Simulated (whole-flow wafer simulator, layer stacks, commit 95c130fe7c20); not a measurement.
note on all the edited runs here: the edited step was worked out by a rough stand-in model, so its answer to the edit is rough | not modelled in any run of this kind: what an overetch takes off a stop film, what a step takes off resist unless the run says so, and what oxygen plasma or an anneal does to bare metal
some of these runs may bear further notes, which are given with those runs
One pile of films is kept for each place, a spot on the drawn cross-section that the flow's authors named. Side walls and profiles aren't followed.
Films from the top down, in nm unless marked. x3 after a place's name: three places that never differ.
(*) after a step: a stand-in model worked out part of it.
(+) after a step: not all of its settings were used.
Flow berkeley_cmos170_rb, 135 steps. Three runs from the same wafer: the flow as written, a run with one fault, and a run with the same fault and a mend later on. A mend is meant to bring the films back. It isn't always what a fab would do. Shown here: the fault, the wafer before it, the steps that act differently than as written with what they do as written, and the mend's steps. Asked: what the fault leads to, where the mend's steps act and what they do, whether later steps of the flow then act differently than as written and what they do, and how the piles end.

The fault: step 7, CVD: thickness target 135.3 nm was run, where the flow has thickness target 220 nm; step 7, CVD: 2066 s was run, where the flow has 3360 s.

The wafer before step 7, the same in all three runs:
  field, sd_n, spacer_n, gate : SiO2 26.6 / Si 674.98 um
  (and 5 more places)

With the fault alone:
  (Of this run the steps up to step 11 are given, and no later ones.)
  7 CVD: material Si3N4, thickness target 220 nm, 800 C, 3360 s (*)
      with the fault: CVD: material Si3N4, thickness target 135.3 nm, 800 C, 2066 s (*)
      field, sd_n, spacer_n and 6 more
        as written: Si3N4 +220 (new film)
        with the fault: Si3N4 +135.3 (new film)
  No later step of the flow up to step 11 acts differently than as written at any place that is followed.
  After step 11 the piles differ from the flow's by more than 2% or 0.5 nm, whichever is larger, at field, sd_n, spacer_n and 6 more.
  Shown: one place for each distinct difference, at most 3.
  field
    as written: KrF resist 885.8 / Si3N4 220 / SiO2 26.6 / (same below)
    with the fault: KrF resist 885.8 / Si3N4 135.3 / SiO2 26.6 / (same below)
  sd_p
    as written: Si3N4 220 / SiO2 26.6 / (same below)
    with the fault: Si3N4 135.3 / SiO2 26.6 / (same below)

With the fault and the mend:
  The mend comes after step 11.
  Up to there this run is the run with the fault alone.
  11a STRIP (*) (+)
      field, sd_n, spacer_n, gate, contact, m1
        KrF resist -885.8 (all of it)
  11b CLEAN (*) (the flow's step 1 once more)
      changes no film at any place that is followed
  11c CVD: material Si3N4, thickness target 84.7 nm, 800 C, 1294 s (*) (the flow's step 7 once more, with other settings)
      field, sd_n, spacer_n and 6 more
        Si3N4 +84.7
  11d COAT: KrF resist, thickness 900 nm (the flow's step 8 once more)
      field, sd_n, spacer_n and 6 more
        KrF resist +900 (new film)
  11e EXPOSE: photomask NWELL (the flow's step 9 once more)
      changes no film at any place that is followed
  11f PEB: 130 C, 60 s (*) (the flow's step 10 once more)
      changes no film at any place that is followed
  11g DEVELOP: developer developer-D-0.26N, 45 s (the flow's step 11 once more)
      field, sd_n, spacer_n, gate, contact, m1
        KrF resist -14.2
      sd_p, spacer_p, gate_p
        KrF resist -900 (all of it)
  No later step of the flow acts differently than as written at any place that is followed.
  At the end the piles are the same as the flow's at every place that both follow.
